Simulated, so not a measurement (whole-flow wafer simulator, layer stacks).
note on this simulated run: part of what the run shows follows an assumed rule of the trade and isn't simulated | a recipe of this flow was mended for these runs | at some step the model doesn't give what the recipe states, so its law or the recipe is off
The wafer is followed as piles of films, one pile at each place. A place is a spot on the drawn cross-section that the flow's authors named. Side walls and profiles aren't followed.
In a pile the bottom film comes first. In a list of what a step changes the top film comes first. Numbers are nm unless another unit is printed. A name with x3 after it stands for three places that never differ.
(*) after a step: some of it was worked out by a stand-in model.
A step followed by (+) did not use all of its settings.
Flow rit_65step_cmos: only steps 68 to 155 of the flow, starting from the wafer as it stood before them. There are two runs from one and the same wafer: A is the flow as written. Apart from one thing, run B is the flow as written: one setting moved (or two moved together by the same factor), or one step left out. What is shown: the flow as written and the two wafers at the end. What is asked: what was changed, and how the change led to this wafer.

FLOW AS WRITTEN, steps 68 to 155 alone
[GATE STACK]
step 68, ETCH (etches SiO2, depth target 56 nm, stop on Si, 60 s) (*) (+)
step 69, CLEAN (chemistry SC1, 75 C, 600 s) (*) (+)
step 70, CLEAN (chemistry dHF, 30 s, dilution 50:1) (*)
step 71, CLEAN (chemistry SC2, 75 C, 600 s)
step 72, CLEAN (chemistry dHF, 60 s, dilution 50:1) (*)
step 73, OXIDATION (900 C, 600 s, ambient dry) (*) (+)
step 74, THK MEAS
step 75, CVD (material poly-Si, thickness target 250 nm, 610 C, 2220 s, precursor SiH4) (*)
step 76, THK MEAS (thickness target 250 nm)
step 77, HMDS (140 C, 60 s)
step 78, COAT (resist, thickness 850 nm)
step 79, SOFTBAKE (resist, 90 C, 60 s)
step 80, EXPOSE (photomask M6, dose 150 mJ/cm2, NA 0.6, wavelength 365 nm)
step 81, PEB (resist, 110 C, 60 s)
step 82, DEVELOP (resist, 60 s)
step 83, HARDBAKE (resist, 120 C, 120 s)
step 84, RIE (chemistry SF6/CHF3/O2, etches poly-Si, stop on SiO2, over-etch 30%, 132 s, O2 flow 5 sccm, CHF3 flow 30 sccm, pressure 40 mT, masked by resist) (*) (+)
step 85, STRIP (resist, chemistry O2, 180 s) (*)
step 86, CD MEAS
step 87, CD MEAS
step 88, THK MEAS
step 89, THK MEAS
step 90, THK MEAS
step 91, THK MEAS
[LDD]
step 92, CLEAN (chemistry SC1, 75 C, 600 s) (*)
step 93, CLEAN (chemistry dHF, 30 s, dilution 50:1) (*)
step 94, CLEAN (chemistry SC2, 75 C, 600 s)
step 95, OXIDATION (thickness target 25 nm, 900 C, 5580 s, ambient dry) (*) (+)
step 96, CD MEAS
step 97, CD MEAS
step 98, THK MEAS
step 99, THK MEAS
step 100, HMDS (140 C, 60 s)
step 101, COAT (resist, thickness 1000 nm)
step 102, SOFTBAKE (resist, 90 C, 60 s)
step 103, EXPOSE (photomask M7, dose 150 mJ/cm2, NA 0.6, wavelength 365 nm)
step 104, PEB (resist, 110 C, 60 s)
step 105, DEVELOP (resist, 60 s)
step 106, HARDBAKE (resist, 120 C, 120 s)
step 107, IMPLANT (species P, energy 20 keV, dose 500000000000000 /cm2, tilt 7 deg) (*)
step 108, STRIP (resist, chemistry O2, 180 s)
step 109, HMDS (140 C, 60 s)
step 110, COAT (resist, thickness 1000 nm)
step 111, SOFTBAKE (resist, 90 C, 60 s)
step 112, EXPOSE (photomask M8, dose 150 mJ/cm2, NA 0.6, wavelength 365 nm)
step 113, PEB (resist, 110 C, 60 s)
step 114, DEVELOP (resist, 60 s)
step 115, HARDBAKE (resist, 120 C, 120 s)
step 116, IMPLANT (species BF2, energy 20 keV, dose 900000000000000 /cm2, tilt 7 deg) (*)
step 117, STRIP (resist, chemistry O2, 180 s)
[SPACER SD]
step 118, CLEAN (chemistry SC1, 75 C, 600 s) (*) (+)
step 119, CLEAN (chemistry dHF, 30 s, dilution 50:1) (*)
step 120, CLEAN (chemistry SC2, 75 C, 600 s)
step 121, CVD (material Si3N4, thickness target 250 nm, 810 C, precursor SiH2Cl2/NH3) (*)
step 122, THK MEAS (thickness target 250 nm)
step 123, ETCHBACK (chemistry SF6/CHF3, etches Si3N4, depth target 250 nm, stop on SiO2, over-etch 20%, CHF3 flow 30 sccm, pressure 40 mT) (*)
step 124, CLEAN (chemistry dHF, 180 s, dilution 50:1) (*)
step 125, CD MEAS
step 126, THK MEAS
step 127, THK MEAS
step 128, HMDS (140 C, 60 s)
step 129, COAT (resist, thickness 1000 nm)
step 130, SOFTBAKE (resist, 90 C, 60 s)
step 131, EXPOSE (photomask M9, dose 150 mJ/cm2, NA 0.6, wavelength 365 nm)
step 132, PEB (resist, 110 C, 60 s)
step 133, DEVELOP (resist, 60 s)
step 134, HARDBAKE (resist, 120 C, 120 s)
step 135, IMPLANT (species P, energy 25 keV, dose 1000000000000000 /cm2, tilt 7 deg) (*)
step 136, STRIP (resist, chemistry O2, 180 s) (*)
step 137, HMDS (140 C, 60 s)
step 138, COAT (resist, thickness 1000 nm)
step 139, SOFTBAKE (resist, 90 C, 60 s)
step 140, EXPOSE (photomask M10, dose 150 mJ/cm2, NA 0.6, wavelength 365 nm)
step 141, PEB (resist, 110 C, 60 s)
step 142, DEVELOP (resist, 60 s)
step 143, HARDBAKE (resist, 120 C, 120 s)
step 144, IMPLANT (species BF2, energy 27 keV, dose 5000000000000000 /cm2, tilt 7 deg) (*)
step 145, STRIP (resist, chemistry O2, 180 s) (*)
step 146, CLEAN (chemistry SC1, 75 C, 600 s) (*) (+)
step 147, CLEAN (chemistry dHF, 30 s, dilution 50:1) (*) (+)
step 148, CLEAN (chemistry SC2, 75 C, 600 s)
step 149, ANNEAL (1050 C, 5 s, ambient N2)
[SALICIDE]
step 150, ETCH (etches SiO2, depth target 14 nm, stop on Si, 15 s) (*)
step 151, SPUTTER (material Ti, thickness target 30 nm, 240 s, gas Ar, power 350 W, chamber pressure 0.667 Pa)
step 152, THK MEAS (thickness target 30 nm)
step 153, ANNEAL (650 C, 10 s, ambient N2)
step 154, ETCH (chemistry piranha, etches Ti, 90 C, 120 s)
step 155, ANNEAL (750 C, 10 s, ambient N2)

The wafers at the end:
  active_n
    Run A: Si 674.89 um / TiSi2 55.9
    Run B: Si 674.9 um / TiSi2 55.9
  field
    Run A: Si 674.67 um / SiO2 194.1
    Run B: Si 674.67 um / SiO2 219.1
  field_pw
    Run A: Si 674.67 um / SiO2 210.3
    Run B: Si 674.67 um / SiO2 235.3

Cause: step 68, ETCH: depth target 31 nm was run, though the flow has depth target 56 nm; step 68, ETCH: 33 s was run, where the flow has 60 s.

Step by step, how the change led to this:
  step 68, ETCH (etches SiO2, depth target 56 nm, stop on Si, 60 s) (*) (+)
      active_n, active_p, gate_n and 7 more: A SiO2 loses 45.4 (all of it), Si loses 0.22 | B SiO2 loses 30.8
      field, field_pw, field_nw, field_p: A SiO2 loses 56 | B SiO2 loses 30.8
  step 69, CLEAN (chemistry SC1, 75 C, 600 s) (*) (+)
      gate_n, gate_p, spacer, spacer_p, sd_n, sd_p, contact, m1: A chemical SiO2 gains 0.6 (new film), Si loses 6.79 | B SiO2 loses 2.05
      active_n, active_p: A chemical SiO2 gains 0.6 (new film), Si loses 6.8 | B SiO2 loses 2.05
  step 70, CLEAN (chemistry dHF, 30 s, dilution 50:1) (*)
      active_n, gate_n, spacer, sd_n, contact, m1: A chemical SiO2 loses 0.6 (all of it) | B SiO2 loses 3.25
      active_p, gate_p, spacer_p, sd_p: A chemical SiO2 loses 0.6 (all of it) | B SiO2 loses 5.67
  step 72, CLEAN (chemistry dHF, 60 s, dilution 50:1) (*)
      active_n, gate_n, spacer, sd_n, contact, m1: A chemical SiO2 loses 0.4 (all of it) | B SiO2 loses 6.52
      gate_p, spacer_p, sd_p: A chemical SiO2 loses 0.4 (all of it) | B SiO2 loses 6.91 (all of it)
      (also at 1 further place)
  step 73, OXIDATION (900 C, 600 s, ambient dry) (*) (+)
      active_n, gate_n, spacer, sd_n, contact, m1: A SiO2 gains 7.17 (new film), Si loses 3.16 | B SiO2 gains 5.17, Si loses 2.28
  step 93, CLEAN (chemistry dHF, 30 s, dilution 50:1) (*)
      active_n, spacer, sd_n, contact, m1: A SiO2 loses 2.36 (all of it) | B SiO2 loses 2.78
  step 95, OXIDATION (thickness target 25 nm, 900 C, 5580 s, ambient dry) (*) (+)
      spacer, sd_n, contact, m1: A SiO2 gains 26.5 (new film), chemical SiO2 loses 0.4 (all of it), Si loses 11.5 | B SiO2 gains 26, Si loses 11.4
      active_n: A SiO2 gains 26.5 (new film), chemical SiO2 loses 0.4 (all of it), Si loses 11.5 | B SiO2 gains 26.1, Si loses 11.5
